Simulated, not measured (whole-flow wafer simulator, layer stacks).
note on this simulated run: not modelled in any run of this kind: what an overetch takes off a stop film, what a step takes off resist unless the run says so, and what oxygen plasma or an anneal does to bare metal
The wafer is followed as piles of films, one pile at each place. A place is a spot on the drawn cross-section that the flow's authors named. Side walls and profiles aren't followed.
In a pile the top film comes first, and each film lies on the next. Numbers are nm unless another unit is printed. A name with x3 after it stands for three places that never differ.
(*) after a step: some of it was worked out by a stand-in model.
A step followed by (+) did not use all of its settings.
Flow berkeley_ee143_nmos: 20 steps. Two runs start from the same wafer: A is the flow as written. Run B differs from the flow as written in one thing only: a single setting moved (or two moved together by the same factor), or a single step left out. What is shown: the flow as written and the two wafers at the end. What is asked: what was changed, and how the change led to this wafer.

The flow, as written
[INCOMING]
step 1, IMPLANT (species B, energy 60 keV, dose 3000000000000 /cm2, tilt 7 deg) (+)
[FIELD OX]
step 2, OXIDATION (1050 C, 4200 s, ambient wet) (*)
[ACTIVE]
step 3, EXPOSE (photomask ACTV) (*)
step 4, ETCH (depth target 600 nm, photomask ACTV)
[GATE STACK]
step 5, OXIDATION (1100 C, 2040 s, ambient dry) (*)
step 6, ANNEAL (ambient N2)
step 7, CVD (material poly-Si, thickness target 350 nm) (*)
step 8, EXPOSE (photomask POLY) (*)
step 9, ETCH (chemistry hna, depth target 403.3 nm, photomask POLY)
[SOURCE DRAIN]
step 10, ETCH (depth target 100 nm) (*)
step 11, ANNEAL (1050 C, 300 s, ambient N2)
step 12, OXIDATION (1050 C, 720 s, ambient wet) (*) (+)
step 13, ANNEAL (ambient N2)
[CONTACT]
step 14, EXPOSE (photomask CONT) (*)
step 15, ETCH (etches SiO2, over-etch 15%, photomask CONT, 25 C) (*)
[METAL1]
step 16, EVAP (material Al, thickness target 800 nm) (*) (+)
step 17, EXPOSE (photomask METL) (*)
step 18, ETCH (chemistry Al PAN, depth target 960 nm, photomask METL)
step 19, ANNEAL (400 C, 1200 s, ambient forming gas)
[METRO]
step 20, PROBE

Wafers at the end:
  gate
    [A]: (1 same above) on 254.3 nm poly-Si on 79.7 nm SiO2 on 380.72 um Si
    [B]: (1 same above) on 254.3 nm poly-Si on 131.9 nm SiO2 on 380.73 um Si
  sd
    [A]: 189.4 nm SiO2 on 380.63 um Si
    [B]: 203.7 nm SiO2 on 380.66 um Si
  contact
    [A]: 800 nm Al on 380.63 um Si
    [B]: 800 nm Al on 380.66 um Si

The reason: step 4, ETCH: depth target 474 nm was run, while the flow as written has depth target 600 nm.

How this came from the change, step by step:
  step 4, ETCH (depth target 600 nm, photomask ACTV)
      gate, sd, contact: A -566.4 SiO2 (all of it) | B -474 SiO2
  step 5, OXIDATION (1100 C, 2040 s, ambient dry) (*)
      gate, sd, contact: A +79.7 SiO2 (new film), -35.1 Si | B +39.5 SiO2, -17.4 Si
  step 10, ETCH (depth target 100 nm) (*)
      sd, contact: A -79.7 SiO2 (all of it) | B -100 SiO2
  step 12, OXIDATION (1050 C, 720 s, ambient wet) (*) (+)
      sd, contact: A +189.4 SiO2 (new film), -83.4 Si | B +171.9 SiO2, -75.6 Si
  step 15, ETCH (etches SiO2, over-etch 15%, photomask CONT, 25 C) (*)
      contact: A -189.4 SiO2 (all of it) | B -203.7 SiO2 (all of it)
